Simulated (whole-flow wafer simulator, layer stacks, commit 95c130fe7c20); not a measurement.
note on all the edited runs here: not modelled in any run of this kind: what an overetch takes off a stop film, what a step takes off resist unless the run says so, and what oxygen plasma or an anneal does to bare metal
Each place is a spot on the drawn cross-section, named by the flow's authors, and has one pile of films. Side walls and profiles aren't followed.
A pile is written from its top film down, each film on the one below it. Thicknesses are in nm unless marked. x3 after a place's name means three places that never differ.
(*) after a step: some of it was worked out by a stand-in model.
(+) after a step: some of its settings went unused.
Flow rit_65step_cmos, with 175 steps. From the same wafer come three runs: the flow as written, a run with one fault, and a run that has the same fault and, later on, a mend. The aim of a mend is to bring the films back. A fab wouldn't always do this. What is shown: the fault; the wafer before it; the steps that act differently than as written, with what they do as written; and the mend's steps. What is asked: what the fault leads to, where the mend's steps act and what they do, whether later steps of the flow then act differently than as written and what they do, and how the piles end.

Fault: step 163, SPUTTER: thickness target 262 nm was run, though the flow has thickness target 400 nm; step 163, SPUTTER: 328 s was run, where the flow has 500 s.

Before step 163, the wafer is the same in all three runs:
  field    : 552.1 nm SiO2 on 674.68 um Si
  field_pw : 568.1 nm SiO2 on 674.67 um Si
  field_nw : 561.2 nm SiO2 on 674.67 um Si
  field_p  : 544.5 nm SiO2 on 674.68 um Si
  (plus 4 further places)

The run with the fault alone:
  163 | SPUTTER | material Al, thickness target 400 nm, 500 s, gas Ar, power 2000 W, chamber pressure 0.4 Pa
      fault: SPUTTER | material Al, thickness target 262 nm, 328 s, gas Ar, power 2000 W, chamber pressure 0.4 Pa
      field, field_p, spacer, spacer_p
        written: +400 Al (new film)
        fault: +262 Al (new film)
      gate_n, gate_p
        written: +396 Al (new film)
        fault: +262 Al (new film)
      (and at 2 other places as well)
  Steps later in the flow that act otherwise than as written (not shown: 3 more steps that differ only slightly, by at most 2% or 0.5 nm, whichever is larger):
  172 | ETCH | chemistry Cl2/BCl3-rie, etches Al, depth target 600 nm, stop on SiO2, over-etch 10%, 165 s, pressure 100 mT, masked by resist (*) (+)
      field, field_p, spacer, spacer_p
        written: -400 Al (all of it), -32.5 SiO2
        fault: -262 Al (all of it), -49.8 SiO2
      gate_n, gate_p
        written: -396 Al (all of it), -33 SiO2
        fault: -262 Al (all of it), -49.8 SiO2
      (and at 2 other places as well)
  The piles end different from the flow's at field, field_pw, field_nw, field_p, gate_n, gate_p, spacer, spacer_p by more than 2% or 0.5 nm, whichever is larger.
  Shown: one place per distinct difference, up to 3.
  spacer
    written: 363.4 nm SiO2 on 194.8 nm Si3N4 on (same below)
    fault: 346.2 nm SiO2 on 194.8 nm Si3N4 on (same below)
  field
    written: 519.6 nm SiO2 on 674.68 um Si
    fault: 502.4 nm SiO2 on 674.68 um Si
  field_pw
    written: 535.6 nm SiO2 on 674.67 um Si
    fault: 518.4 nm SiO2 on 674.67 um Si

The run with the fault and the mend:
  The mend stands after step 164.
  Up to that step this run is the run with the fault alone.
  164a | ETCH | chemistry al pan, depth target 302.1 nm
      field, field_p, gate_n, gate_p, spacer, spacer_p
        -262 Al (all of it)
      field_pw, field_nw
        -261.8 Al (all of it)
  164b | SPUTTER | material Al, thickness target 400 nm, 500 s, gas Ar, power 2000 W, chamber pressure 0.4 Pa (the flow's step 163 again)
      field, field_pw, field_p, spacer, spacer_p
        +400 Al (new film)
      gate_n, gate_p
        +396 Al (new film)
      field_nw
        +397.2 Al (new film)
  Every later step of the flow that is run acts as written at every place that is followed.
  By the end, the piles equal the flow's at every place that both follow.
